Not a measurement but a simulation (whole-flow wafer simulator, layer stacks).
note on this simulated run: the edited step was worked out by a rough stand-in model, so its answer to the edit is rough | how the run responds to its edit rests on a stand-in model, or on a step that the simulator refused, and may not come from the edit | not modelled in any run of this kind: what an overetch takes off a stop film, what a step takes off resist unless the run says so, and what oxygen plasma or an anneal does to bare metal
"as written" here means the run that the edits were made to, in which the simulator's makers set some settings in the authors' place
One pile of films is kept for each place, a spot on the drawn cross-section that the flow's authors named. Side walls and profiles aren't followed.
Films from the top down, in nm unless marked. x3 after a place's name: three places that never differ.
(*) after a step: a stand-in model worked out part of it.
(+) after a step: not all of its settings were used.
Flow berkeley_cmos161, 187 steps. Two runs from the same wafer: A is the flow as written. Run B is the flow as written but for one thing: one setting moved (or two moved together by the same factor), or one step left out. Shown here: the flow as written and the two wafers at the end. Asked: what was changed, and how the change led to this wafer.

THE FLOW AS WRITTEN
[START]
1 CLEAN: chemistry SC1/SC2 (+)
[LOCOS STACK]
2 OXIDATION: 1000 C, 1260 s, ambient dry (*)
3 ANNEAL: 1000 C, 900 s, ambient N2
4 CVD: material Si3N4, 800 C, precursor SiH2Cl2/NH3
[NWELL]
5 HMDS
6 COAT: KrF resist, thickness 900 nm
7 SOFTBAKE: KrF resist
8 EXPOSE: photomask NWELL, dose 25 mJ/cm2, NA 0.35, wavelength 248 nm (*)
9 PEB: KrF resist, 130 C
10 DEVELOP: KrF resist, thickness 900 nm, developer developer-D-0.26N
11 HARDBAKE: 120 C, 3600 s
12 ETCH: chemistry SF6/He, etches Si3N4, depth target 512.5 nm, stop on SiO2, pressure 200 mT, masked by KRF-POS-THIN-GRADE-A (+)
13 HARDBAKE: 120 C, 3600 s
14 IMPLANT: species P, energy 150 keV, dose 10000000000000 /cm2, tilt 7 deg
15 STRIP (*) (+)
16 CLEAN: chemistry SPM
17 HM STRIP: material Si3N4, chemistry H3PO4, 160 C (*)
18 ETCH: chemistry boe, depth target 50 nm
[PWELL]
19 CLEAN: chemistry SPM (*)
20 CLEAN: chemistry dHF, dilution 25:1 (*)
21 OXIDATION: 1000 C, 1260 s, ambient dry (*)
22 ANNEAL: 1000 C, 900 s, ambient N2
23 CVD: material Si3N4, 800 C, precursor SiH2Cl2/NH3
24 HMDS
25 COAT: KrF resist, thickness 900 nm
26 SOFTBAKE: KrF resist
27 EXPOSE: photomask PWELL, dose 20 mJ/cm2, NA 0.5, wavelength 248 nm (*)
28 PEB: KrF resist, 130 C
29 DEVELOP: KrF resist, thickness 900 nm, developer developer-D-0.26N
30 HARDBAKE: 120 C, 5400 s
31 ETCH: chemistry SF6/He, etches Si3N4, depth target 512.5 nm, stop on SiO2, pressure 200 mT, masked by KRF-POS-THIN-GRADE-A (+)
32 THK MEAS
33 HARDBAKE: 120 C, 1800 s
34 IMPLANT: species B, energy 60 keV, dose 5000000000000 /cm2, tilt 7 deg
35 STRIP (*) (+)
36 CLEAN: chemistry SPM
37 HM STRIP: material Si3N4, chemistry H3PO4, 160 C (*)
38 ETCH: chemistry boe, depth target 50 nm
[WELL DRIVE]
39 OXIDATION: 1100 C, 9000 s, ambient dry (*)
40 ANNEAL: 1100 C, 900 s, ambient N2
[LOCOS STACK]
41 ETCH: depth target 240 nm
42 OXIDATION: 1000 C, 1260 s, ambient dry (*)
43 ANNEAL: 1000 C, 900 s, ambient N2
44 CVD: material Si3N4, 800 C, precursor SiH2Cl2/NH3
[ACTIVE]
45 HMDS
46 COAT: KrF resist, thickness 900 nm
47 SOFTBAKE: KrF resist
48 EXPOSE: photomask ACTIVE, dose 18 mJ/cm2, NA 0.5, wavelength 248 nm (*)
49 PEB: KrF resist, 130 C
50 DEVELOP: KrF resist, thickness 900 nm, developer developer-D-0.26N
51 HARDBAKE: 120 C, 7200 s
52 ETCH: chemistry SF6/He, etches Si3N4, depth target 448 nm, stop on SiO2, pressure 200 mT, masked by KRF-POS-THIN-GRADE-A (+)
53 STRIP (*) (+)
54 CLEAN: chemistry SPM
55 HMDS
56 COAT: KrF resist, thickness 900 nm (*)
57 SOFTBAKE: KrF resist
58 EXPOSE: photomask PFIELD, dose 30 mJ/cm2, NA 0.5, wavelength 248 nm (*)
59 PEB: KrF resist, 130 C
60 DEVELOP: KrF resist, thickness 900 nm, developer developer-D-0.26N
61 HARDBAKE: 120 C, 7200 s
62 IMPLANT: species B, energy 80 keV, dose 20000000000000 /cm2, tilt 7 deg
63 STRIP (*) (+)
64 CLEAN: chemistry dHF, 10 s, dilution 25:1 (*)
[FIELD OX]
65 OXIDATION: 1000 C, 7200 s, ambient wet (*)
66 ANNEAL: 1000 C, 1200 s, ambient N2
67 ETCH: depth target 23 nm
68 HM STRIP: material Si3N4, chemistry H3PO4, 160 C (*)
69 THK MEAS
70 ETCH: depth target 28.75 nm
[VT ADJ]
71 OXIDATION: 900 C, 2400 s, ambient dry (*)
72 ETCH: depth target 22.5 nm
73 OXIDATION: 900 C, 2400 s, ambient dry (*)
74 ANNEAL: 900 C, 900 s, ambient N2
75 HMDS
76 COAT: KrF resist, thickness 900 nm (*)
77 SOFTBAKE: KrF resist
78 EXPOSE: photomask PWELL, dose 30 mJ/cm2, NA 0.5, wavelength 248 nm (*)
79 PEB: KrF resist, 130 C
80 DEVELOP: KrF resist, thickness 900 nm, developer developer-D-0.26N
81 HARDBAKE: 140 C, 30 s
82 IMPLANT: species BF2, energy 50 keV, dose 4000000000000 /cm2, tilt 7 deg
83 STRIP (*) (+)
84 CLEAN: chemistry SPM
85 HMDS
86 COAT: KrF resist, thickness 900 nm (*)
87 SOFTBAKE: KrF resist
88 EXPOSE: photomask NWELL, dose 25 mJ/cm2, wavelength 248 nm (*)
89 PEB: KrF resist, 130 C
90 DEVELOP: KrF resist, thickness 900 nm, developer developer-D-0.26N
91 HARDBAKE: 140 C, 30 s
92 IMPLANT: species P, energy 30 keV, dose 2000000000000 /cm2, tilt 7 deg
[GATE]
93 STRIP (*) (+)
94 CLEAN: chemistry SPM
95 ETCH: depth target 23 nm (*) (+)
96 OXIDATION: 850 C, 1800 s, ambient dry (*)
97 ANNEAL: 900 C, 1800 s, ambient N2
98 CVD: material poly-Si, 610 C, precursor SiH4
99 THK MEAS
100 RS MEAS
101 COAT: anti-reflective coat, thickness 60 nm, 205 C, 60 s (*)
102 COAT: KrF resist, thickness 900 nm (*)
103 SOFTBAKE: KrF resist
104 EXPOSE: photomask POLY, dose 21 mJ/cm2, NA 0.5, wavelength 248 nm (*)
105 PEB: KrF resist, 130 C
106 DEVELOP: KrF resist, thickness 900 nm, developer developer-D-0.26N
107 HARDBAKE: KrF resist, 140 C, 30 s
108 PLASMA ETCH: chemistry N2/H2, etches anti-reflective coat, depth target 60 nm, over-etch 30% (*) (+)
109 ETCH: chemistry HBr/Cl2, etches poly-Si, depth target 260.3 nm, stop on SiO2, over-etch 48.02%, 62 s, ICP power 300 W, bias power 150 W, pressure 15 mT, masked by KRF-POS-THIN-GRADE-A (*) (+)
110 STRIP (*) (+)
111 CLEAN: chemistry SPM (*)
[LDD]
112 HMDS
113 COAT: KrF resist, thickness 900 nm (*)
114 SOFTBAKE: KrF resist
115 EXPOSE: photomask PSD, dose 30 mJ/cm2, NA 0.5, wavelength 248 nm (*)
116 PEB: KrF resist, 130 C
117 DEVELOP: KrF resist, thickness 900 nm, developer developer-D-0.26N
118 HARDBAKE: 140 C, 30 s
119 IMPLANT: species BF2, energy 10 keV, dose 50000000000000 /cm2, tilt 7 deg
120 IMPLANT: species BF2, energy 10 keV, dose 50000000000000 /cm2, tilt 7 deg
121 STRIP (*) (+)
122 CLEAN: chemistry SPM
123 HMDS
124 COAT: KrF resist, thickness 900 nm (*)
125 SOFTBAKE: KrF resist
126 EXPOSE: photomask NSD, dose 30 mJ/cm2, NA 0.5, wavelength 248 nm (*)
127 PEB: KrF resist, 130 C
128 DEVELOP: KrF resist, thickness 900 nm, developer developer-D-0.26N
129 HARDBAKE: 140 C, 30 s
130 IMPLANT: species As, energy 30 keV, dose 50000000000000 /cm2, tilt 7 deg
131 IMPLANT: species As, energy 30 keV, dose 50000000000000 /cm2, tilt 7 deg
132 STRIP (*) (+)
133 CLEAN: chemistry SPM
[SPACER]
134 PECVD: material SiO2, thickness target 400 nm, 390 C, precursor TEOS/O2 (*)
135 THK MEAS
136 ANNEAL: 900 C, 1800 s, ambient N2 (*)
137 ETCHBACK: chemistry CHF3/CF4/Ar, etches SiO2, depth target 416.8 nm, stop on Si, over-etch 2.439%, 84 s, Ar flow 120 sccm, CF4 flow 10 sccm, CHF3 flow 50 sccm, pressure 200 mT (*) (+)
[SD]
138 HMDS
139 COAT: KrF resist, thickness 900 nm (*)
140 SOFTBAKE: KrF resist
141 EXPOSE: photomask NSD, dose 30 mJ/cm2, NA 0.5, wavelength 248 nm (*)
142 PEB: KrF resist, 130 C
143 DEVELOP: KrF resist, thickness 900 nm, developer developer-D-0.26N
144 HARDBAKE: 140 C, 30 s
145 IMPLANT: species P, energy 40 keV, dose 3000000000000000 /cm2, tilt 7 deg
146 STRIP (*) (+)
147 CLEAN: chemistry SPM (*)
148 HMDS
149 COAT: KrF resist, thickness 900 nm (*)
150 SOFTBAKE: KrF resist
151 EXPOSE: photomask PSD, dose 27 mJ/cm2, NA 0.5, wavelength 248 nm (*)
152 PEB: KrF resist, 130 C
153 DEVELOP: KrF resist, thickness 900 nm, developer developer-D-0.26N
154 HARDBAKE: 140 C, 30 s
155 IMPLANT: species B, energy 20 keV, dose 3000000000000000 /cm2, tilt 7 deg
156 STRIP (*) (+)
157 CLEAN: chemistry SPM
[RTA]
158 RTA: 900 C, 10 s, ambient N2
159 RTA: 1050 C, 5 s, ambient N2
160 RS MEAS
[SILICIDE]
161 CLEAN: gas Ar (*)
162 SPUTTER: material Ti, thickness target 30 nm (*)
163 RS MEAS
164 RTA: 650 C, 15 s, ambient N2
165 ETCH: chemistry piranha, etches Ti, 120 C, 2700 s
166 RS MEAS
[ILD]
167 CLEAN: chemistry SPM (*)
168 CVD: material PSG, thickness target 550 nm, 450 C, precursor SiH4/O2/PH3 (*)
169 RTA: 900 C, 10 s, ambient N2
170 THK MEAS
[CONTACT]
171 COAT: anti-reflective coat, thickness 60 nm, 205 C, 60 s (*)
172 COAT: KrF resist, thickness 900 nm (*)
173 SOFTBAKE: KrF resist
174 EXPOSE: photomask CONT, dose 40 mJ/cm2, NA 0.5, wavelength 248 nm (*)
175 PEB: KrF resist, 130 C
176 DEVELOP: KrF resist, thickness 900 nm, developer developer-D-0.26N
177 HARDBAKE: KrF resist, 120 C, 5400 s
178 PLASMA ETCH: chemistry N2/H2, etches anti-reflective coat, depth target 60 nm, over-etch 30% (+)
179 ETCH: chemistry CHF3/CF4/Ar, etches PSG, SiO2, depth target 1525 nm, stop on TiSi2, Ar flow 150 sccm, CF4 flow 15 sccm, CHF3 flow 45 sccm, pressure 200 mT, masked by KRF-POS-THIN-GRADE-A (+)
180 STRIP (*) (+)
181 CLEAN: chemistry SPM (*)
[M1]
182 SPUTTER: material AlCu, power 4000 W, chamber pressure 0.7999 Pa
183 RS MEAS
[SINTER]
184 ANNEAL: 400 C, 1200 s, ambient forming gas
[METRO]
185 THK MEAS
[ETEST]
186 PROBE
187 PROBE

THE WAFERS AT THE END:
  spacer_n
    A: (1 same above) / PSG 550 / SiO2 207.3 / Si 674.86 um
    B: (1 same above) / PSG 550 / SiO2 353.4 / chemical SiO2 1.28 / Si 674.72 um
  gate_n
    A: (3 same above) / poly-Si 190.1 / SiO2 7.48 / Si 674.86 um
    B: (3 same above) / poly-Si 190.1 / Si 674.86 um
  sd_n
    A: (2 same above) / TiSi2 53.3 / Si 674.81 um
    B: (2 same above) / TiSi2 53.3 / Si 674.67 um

The cause: step 96, OXIDATION: 680 C was run, where the flow has 850 C.

How the change led to this, step by step:
  96 OXIDATION: 850 C, 1800 s, ambient dry (*)
      sd_n, spacer_n, gate_n, sd_p, spacer_p, gate_p, contact, m1: A SiO2 +7.48 (new film), Si -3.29 | B nothing
  101 COAT: anti-reflective coat, thickness 60 nm, 205 C, 60 s (*)
      spacer_n: A anti-reflective coat +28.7 (new film) | B anti-reflective coat +28 (new film)
      gate_n: A anti-reflective coat +23.7 (new film) | B anti-reflective coat +23 (new film)
  108 PLASMA ETCH: chemistry N2/H2, etches anti-reflective coat, depth target 60 nm, over-etch 30% (*) (+)
      spacer_n: A anti-reflective coat -28.7 (all of it), poly-Si -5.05 | B anti-reflective coat -28 (all of it), poly-Si -5.16
  109 ETCH: chemistry HBr/Cl2, etches poly-Si, depth target 260.3 nm, stop on SiO2, over-etch 48.02%, 62 s, ICP power 300 W, bias power 150 W, pressure 15 mT, masked by KRF-POS-THIN-GRADE-A (*) (+)
      sd_n: A poly-Si -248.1 (all of it), SiO2 -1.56 | B poly-Si -248.1 (all of it), Si -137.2
      spacer_n: A poly-Si -244.4 (all of it), SiO2 -1.85 | B poly-Si -244.3 (all of it), Si -141
      (and at 4 more places)
  110 STRIP (*) (+)
      sd_n, spacer_n, sd_p, spacer_p, contact, m1: A nothing | B chemical SiO2 +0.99 (new film), Si -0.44
      gate_n: A chemical SiO2 +0.75 (new film), KrF resist -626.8 (all of it), anti-reflective coat -23.7 (all of it), poly-Si -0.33 | B chemical SiO2 +0.75 (new film), KrF resist -629.3 (all of it), anti-reflective coat -23 (all of it), poly-Si -0.33
  113 COAT: KrF resist, thickness 900 nm (*)
      field: A KrF resist +843.2 (new film) | B KrF resist +808.7 (new film)
      sd_n: A KrF resist +1019.8 (new film) | B KrF resist +1092.2 (new film)
      (and at 7 more places)
  117 DEVELOP: KrF resist, thickness 900 nm, developer developer-D-0.26N
      sd_p: A KrF resist -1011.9 (all of it) | B KrF resist -1079.6 (all of it)
      spacer_p: A KrF resist -1009 (all of it) | B KrF resist -1075.5 (all of it)
      (and at 1 more place)
  118 HARDBAKE: 140 C, 30 s
      field: A KrF resist -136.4 | B KrF resist -130.8
      sd_n: A KrF resist -165 | B KrF resist -176.6
      (and at 4 more places)
  121 STRIP (*) (+)
      sd_n: A KrF resist -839 (all of it) | B KrF resist -899.5 (all of it), chemical SiO2 +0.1
      spacer_n: A KrF resist -834.3 (all of it) | B KrF resist -892.4 (all of it), chemical SiO2 +0.1
      (and at 4 more places)
  124 COAT: KrF resist, thickness 900 nm (*)
      field: A KrF resist +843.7 (new film) | B KrF resist +808.6 (new film)
      sd_n: A KrF resist +1019.9 (new film) | B KrF resist +1092.2 (new film)
      (and at 7 more places)
  128 DEVELOP: KrF resist, thickness 900 nm, developer developer-D-0.26N
      sd_n: A KrF resist -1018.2 (all of it) | B KrF resist -1090.4 (all of it)
      spacer_n: A KrF resist -1012.7 (all of it) | B KrF resist -1081.7 (all of it)
      (and at 2 more places)
  129 HARDBAKE: 140 C, 30 s
      field: A KrF resist -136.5 | B KrF resist -130.8
      sd_p: A KrF resist -164 | B KrF resist -174.9
      (and at 3 more places)
  132 STRIP (*) (+)
      sd_p: A KrF resist -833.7 (all of it) | B KrF resist -890.9 (all of it), chemical SiO2 +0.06
      spacer_p: A KrF resist -831.4 (all of it) | B KrF resist -887.4 (all of it), chemical SiO2 +0.06
      (and at 3 more places)
  134 PECVD: material SiO2, thickness target 400 nm, 390 C, precursor TEOS/O2 (*)
      sd_n, contact, m1: A SiO2 +400 | B SiO2 +400 (new film)
      spacer_n, spacer_p: A SiO2 +385 | B SiO2 +375.6 (new film)
      (and at 1 more place)
  137 ETCHBACK: chemistry CHF3/CF4/Ar, etches SiO2, depth target 416.8 nm, stop on Si, over-etch 2.439%, 84 s, Ar flow 120 sccm, CF4 flow 10 sccm, CHF3 flow 50 sccm, pressure 200 mT (*) (+)
      spacer_n, spacer_p: A SiO2 -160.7 | B nothing
      sd_n: A SiO2 -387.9 (all of it) | B SiO2 -382 (all of it), chemical SiO2 -1.28 (all of it)
      (and at 3 more places)
  139 COAT: KrF resist, thickness 900 nm (*)
      field: A KrF resist +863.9 (new film) | B KrF resist +840.9 (new film)
      sd_n: A KrF resist +1008.1 (new film) | B KrF resist +1089.3 (new film)
      (and at 7 more places)
  ... 13 more steps ...
  182 SPUTTER: material AlCu, power 4000 W, chamber pressure 0.7999 Pa
      sd_p: A AlCu +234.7 (new film) | B AlCu +203.8 (new film)
